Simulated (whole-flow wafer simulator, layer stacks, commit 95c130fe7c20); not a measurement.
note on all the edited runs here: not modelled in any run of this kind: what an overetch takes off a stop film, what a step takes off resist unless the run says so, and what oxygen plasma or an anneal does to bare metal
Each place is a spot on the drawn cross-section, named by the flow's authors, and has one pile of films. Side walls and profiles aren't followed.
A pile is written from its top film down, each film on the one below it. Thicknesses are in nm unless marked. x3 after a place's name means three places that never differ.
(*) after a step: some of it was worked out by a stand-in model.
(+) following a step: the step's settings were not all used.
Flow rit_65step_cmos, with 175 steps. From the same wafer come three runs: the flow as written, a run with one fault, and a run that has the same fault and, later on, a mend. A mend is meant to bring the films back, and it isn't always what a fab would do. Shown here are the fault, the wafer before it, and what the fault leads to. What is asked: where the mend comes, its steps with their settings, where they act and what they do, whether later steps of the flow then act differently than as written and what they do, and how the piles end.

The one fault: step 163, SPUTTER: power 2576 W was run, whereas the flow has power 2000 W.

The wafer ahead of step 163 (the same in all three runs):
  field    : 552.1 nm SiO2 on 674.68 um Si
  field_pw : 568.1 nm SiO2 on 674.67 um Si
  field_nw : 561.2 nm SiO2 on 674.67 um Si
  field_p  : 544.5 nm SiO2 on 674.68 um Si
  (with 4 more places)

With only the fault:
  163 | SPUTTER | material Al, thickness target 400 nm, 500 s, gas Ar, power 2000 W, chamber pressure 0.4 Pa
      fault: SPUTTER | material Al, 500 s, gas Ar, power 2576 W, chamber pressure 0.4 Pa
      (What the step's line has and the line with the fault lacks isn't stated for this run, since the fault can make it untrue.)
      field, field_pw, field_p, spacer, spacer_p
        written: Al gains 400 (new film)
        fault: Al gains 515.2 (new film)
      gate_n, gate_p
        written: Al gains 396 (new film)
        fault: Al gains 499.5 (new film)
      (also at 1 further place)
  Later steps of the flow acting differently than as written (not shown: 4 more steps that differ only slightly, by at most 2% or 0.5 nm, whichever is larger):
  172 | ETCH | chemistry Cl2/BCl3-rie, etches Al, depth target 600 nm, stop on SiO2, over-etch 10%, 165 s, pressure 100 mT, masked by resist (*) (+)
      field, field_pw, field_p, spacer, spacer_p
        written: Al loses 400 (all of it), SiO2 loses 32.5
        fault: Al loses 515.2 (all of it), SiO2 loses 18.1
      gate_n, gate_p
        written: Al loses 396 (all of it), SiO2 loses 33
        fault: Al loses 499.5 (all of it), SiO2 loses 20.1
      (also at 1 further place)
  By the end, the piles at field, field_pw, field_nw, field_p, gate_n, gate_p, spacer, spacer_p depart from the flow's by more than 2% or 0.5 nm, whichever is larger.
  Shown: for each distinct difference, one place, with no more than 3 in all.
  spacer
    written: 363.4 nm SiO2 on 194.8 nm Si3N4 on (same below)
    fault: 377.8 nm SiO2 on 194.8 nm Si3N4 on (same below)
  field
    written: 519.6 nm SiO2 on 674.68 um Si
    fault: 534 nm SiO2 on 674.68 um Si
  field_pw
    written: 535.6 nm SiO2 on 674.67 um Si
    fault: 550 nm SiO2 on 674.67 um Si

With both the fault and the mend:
  After step 164 comes the mend.
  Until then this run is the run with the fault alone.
  164a | ETCH | chemistry al pan, depth target 590.5 nm
      field, field_pw, field_nw, field_p, spacer, spacer_p
        Al loses 515.2 (all of it)
      gate_n, gate_p
        Al loses 499.5 (all of it)
  164b | SPUTTER | material Al, thickness target 400 nm, 500 s, gas Ar, power 2000 W, chamber pressure 0.4 Pa (a further turn of the flow's step 163)
      field, field_pw, field_p, spacer, spacer_p
        Al gains 400 (new film)
      gate_n, gate_p
        Al gains 396 (new film)
      field_nw
        Al gains 397.2 (new film)
  None of the later steps of the flow acts differently than as written at any place that is followed.
  By the end, the piles equal the flow's at every place that both follow.
